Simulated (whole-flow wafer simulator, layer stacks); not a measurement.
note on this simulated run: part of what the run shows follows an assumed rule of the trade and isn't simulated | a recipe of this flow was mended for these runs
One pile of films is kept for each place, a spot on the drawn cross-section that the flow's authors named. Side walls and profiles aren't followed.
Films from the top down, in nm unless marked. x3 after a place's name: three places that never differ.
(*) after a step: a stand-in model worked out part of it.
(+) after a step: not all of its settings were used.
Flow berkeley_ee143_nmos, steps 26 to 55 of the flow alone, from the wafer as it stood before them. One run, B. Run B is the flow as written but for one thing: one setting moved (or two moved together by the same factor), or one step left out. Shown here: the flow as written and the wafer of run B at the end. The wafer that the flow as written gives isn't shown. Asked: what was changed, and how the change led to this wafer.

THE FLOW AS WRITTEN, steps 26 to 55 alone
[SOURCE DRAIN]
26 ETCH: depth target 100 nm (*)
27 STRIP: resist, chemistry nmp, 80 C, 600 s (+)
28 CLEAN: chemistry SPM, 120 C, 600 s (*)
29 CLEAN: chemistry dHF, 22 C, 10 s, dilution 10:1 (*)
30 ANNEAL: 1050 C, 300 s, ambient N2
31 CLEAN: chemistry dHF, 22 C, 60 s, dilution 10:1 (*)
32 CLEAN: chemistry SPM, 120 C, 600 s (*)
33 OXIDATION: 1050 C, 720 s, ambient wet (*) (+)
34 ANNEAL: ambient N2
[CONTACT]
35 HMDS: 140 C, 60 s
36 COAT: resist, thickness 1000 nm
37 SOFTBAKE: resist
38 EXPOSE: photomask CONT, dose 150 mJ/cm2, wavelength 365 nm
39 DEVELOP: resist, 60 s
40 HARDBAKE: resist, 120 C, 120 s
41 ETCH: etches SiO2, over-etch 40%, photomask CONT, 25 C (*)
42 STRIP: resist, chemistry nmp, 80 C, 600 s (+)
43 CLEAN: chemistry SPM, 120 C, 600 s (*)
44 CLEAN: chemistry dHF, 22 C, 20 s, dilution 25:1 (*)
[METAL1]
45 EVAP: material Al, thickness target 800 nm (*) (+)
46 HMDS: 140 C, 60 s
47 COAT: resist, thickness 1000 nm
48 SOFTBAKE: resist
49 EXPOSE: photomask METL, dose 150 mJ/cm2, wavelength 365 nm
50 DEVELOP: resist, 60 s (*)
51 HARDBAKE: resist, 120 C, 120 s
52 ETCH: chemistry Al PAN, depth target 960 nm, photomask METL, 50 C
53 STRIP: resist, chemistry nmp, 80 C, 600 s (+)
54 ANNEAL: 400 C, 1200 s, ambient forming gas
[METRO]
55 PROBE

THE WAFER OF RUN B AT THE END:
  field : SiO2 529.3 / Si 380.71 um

The cause: step 31, CLEAN: chemistry dHF, 22 C, 60 s, dilution 10:1 (*), was left out.

How the change led to this, step by step:
  33 OXIDATION: 1050 C, 720 s, ambient wet (*) (+)
      field: SiO2 +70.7, Si -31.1 (as written it would be: SiO2 +73.9, Si -32.5)
  36 COAT: resist, thickness 1000 nm
      field: resist +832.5 (new film) (as written it would be: resist +850.4 (new film))
  40 HARDBAKE: resist, 120 C, 120 s
      field: resist -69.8 (as written it would be: resist -71.4)
  42 STRIP: resist, chemistry nmp, 80 C, 600 s (+)
      field: resist -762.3 (all of it) (as written it would be: resist -778.6 (all of it))
